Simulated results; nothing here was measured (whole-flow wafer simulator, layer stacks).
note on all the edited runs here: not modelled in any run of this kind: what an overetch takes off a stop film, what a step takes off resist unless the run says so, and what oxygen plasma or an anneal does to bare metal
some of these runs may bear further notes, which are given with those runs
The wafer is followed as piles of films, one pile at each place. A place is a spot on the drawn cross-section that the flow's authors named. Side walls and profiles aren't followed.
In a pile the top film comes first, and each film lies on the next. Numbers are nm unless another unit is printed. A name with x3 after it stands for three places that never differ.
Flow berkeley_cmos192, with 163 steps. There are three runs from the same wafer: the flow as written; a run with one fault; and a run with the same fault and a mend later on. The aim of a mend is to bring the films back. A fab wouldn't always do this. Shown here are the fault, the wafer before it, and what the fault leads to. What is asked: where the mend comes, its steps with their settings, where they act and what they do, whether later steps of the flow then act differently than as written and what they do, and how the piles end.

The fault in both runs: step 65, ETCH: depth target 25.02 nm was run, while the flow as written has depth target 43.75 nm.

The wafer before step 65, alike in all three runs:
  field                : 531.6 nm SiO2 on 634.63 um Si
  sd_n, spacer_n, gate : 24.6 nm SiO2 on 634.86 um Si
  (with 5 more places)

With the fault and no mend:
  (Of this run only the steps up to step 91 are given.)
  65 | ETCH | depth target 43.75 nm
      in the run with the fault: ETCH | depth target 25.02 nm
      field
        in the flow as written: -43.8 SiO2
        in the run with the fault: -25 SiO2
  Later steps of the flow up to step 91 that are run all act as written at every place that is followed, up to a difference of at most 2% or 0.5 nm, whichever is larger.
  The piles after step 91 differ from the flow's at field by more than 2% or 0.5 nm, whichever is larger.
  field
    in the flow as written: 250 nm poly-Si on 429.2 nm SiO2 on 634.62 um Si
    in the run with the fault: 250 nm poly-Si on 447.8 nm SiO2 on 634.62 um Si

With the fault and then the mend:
  The mend stands after step 65.
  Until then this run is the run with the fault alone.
  65a | ETCH | depth target 18.73 nm (a further turn of the flow's step 65, with different settings)
      field
        -18.7 SiO2
  Later steps of the flow that are run all act as written at every place that is followed, up to a difference of at most 2% or 0.5 nm, whichever is larger.
  By the end, the piles equal the flow's at every place that both follow.
